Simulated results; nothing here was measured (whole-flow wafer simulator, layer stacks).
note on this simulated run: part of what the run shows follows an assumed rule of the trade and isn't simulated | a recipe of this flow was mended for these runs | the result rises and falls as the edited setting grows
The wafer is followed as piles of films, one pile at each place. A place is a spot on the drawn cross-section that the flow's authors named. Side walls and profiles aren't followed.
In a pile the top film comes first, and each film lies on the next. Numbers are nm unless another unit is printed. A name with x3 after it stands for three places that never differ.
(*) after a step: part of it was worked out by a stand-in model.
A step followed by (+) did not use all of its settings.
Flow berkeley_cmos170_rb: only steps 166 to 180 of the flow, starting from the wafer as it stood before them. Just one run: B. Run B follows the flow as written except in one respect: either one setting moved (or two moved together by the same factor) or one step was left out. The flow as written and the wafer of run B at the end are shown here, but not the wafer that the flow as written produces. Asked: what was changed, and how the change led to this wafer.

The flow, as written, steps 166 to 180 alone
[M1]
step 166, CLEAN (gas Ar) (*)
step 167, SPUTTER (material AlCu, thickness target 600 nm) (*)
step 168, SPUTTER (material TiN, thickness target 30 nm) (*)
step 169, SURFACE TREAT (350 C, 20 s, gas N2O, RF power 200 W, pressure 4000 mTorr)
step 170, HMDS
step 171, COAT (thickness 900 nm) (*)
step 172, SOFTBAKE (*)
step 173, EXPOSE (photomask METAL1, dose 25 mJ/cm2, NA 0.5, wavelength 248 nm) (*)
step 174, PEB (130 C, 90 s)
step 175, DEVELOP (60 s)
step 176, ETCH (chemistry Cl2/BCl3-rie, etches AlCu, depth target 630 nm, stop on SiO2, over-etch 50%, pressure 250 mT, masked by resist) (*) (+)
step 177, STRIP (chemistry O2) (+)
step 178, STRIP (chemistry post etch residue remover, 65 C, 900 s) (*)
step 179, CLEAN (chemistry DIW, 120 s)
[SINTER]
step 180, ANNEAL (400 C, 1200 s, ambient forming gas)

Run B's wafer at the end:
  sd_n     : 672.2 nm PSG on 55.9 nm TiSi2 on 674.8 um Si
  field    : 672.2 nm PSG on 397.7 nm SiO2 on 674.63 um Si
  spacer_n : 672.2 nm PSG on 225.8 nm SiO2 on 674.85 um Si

Cause: step 176, ETCH: depth target 539 nm was run, while the flow as written has depth target 630 nm.

The path from the change to this, step by step:
  step 176, ETCH (chemistry Cl2/BCl3-rie, etches AlCu, depth target 630 nm, stop on SiO2, over-etch 50%, pressure 250 mT, masked by resist) (*) (+)
      field, sd_n, spacer_n, gate, spacer_p, gate_p: TiN loses 30 (all of it), AlCu loses 600 (all of it), PSG loses 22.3 (it would be, as written: TiN loses 30 (all of it), AlCu loses 600 (all of it), PSG loses 39.4)
      contact, m1: KrF-resist loses 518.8 (it would be, as written: KrF-resist loses 472.5)
      (and at 1 other place as well)
  step 177, STRIP (chemistry O2) (+)
      contact: KrF-resist loses 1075 (all of it) (it would be, as written: KrF-resist loses 1121.3 (all of it))
      m1: KrF-resist loses 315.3 (all of it) (it would be, as written: KrF-resist loses 361.6 (all of it))
